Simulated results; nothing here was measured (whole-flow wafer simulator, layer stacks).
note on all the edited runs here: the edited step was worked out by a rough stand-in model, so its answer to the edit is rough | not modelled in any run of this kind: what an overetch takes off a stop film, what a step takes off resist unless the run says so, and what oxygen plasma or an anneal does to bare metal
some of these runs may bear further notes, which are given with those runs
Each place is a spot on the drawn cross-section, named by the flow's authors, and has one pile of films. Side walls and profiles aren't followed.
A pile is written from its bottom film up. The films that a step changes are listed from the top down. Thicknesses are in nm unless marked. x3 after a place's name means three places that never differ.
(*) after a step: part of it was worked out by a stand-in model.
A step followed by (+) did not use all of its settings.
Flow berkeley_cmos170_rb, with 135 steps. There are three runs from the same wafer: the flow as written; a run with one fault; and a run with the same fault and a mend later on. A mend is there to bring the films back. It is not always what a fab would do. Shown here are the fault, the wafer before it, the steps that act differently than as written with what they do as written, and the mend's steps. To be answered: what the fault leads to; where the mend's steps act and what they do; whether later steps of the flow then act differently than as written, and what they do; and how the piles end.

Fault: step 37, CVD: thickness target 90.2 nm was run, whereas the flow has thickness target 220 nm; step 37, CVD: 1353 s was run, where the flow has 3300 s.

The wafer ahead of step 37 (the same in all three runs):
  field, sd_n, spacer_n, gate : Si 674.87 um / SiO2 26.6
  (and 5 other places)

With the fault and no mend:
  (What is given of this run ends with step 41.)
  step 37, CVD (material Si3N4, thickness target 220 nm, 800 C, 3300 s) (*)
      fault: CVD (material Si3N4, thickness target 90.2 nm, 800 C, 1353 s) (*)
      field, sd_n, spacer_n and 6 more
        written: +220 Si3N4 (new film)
        fault: +90.2 Si3N4 (new film)
  Later steps of the flow up to step 41 that are run all act as written at every place that is followed.
  Once step 41 is done, the piles at field, sd_n, spacer_n and 6 more depart from the flow's by more than 2% or 0.5 nm, whichever is larger.
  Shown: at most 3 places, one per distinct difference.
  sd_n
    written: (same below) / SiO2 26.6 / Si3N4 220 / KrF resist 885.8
    fault: (same below) / SiO2 26.6 / Si3N4 90.2 / KrF resist 885.8
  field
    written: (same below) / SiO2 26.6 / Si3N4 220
    fault: (same below) / SiO2 26.6 / Si3N4 90.2

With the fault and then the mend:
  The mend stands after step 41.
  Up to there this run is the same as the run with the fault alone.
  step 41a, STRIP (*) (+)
      sd_n, spacer_n, gate, sd_p, spacer_p, gate_p, contact, m1
        -885.8 KrF resist (all of it)
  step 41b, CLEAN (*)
      does not change any film at any place that is followed
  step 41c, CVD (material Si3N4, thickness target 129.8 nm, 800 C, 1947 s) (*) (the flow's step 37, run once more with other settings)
      field, sd_n, spacer_n and 6 more
        +129.8 Si3N4
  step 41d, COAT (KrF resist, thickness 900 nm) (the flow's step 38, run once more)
      field, sd_n, spacer_n and 6 more
        +900 KrF resist (new film)
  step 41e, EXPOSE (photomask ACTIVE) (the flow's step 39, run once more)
      does not change any film at any place that is followed
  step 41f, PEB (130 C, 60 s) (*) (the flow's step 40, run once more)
      does not change any film at any place that is followed
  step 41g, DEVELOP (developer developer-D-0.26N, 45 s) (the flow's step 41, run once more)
      sd_n, spacer_n, gate, sd_p, spacer_p, gate_p, contact, m1
        -14.2 KrF resist
      field
        -900 KrF resist (all of it)
  Later steps of the flow that are run all act as written at every place that is followed.
  By the end, the piles equal the flow's at every place that both follow.
